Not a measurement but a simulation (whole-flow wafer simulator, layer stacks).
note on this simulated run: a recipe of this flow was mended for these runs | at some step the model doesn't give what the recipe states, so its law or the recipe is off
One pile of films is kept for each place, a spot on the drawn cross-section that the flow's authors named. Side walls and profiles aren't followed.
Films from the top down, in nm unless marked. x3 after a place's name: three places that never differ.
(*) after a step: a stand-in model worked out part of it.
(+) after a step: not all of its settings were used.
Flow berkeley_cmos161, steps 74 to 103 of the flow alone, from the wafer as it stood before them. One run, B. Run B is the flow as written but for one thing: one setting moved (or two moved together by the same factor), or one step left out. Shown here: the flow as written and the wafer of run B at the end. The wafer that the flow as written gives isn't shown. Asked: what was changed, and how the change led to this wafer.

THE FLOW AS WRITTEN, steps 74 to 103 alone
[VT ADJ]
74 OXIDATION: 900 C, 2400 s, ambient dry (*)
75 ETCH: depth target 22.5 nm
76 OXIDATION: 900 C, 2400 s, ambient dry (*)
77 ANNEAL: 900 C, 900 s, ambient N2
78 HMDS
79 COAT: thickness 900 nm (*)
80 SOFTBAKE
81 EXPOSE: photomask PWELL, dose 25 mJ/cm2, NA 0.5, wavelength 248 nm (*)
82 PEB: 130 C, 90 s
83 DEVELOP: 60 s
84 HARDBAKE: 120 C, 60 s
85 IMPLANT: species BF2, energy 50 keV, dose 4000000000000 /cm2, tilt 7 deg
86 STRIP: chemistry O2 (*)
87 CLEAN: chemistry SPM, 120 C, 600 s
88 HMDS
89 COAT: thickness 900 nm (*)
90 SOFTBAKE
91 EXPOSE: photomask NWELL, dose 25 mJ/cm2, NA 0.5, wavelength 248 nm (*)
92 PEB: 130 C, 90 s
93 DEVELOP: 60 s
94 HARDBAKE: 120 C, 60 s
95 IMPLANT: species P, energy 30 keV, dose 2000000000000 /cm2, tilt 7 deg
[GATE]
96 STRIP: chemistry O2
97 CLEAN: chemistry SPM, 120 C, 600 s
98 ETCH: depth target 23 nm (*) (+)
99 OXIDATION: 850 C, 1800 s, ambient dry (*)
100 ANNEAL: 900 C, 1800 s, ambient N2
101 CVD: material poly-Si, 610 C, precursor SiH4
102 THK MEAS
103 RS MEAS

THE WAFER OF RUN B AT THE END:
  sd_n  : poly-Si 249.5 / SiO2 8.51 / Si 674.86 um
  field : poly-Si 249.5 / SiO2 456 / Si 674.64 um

The cause: step 76, OXIDATION: 5760 s was run, where the flow has 2400 s.

How the change led to this, step by step:
  76 OXIDATION: 900 C, 2400 s, ambient dry (*)
      sd_n, spacer_n, gate_n, sd_p, spacer_p, gate_p, contact, m1: SiO2 +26 (new film), Si -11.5 (as written it would be: SiO2 +14.9 (new film), Si -6.57)
      field: SiO2 +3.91, Si -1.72 (as written it would be: SiO2 +1.63, Si -0.72)
  98 ETCH: depth target 23 nm (*) (+)
      sd_n, spacer_n, gate_n, sd_p, spacer_p, gate_p, contact, m1: SiO2 -23 (as written it would be: SiO2 -14.9 (all of it))
  99 OXIDATION: 850 C, 1800 s, ambient dry (*)
      sd_n, spacer_n, gate_n, sd_p, spacer_p, gate_p, contact, m1: SiO2 +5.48, Si -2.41 (as written it would be: SiO2 +7.48 (new film), Si -3.29)
